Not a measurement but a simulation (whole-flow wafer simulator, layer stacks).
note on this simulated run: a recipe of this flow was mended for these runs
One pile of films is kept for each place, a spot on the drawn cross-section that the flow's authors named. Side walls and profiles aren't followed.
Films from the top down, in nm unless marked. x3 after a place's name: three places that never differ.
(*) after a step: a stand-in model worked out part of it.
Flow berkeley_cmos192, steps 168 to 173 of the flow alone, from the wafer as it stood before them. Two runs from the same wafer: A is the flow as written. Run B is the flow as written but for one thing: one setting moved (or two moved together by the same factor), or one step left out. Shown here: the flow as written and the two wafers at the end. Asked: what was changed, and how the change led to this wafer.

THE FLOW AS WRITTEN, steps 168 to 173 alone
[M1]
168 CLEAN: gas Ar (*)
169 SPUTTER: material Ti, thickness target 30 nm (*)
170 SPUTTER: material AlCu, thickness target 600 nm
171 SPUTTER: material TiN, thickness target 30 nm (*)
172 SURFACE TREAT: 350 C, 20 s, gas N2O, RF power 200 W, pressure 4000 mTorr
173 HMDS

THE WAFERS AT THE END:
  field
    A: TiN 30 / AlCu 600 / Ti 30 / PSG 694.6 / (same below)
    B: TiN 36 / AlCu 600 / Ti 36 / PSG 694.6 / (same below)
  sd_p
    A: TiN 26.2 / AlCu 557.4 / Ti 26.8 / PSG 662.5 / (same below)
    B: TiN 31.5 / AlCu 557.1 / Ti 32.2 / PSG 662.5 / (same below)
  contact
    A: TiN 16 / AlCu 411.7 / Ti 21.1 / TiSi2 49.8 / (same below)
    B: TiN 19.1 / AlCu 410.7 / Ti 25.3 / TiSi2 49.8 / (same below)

The cause: step 169, SPUTTER: thickness target 36 nm was run, where the flow has thickness target 30 nm; step 171, SPUTTER: thickness target 36 nm was run, where the flow has thickness target 30 nm.
It can be read off the wafer: field has Ti 36, and step 169 as written asks for 30 nm.

How the change led to this, step by step:
  169 SPUTTER: material Ti, thickness target 30 nm (*)
      field, sd_n, spacer_n, gate, spacer_p, gate_p, m1: A Ti +30 (new film) | B Ti +36 (new film)
      sd_p: A Ti +26.8 (new film) | B Ti +32.2 (new film)
      (and at 1 more place)
  171 SPUTTER: material TiN, thickness target 30 nm (*)
      field, sd_n, spacer_n, gate, spacer_p, gate_p, m1: A TiN +30 (new film) | B TiN +36 (new film)
      sd_p: A TiN +26.2 (new film) | B TiN +31.5 (new film)
      (and at 1 more place)
